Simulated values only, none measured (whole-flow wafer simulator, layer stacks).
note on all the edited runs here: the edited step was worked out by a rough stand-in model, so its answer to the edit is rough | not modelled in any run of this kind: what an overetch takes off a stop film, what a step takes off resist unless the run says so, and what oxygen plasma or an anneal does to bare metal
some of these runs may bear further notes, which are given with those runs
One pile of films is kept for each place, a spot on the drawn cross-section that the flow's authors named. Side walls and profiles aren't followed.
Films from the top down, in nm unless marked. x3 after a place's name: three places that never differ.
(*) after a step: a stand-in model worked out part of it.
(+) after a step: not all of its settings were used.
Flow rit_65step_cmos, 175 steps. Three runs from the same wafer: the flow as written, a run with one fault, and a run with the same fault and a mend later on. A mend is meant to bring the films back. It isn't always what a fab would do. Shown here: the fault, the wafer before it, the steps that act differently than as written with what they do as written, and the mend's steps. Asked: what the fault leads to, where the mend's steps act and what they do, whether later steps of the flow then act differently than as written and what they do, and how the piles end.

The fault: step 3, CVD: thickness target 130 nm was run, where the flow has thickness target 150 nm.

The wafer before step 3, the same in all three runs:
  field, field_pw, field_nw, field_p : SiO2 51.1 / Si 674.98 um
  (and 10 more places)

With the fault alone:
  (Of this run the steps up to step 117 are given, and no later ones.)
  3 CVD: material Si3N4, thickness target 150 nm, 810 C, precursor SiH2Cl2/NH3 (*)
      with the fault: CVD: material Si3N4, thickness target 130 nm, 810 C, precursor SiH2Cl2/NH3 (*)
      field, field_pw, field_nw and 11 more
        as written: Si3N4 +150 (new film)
        with the fault: Si3N4 +130 (new film)
  Later steps of the flow that act differently than as written (37 more steps differ only slightly, by at most 2% or 0.5 nm, whichever is larger, and aren't shown):
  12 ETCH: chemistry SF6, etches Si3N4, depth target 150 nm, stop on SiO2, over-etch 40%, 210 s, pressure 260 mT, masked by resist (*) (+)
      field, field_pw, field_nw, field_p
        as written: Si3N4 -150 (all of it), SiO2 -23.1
        with the fault: Si3N4 -130 (all of it), SiO2 -30.8
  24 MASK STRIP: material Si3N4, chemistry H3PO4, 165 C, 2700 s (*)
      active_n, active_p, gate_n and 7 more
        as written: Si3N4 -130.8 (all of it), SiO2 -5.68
        with the fault: Si3N4 -110.8 (all of it), SiO2 -6.44
  After step 117 the piles differ from the flow's only slightly at the places that both follow, by at most 2% or 0.5 nm, whichever is larger.

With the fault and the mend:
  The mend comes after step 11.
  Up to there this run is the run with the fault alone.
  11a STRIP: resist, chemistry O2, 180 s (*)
      active_n, active_p, gate_n and 7 more
        resist -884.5 (all of it)
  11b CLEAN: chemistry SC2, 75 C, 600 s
      changes no film at any place that is followed
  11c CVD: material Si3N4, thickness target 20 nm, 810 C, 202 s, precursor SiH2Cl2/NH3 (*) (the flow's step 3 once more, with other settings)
      field, field_pw, field_nw and 11 more
        Si3N4 +20
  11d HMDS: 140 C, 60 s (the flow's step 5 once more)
      changes no film at any place that is followed
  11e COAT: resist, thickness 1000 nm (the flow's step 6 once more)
      field, field_pw, field_nw and 11 more
        resist +1000 (new film)
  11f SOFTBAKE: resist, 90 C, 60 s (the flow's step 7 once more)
      changes no film at any place that is followed
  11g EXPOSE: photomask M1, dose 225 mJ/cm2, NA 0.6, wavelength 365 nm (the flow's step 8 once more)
      changes no film at any place that is followed
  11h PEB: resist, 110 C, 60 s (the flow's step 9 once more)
      field, field_pw, field_nw and 11 more
        resist -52
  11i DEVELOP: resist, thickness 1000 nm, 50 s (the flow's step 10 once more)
      field, field_pw, field_nw, field_p
        resist -948 (all of it)
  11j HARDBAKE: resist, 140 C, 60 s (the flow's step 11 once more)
      active_n, active_p, gate_n and 7 more
        resist -63.5
  No later step of the flow acts differently than as written at any place that is followed.
  At the end the piles are the same as the flow's at every place that both follow.
